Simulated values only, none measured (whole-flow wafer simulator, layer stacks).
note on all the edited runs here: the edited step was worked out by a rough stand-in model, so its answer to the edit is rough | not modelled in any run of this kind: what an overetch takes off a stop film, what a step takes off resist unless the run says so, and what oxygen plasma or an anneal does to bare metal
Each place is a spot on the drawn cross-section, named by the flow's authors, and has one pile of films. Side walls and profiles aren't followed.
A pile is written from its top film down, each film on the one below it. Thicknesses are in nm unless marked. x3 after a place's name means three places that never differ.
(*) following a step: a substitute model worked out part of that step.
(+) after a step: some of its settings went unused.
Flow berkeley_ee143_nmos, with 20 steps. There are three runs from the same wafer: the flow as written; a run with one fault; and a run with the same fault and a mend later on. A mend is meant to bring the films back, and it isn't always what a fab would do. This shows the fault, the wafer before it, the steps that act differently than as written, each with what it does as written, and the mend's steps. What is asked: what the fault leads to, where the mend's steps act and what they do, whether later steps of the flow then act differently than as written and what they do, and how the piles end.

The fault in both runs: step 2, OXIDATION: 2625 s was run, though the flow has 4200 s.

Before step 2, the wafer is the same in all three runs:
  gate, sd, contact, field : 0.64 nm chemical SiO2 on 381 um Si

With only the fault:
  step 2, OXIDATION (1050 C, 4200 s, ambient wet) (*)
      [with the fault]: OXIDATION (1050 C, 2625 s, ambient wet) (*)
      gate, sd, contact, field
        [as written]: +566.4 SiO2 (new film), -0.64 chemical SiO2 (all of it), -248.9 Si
        [with the fault]: +426.2 SiO2 (new film), -0.64 chemical SiO2 (all of it), -187.3 Si
  Later steps of the flow acting differently than as written:
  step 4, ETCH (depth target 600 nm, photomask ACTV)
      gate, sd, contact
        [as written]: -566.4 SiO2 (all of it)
        [with the fault]: -426.2 SiO2 (all of it)
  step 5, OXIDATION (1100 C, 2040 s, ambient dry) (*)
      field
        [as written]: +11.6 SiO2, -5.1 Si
        [with the fault]: +14.7 SiO2, -6.48 Si
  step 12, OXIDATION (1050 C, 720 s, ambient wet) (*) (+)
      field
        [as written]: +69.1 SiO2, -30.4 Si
        [with the fault]: +85.9 SiO2, -37.8 Si
  By the end, the piles at field depart from the flow's by more than 2% or 0.5 nm, whichever is larger.
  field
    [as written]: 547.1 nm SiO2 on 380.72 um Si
    [with the fault]: 426.8 nm SiO2 on 380.77 um Si

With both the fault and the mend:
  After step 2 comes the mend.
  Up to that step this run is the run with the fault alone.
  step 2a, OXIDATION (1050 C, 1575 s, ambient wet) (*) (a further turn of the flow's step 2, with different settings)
      gate, sd, contact, field
        +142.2 SiO2, -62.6 Si
  Every later step of the flow that is run acts as written, at every place that is followed, to within 2% or 0.5 nm, whichever is larger.
  When the end is reached, the piles differ only a little from the flow's at the places that both follow, at most by 2% or 0.5 nm, whichever is larger.
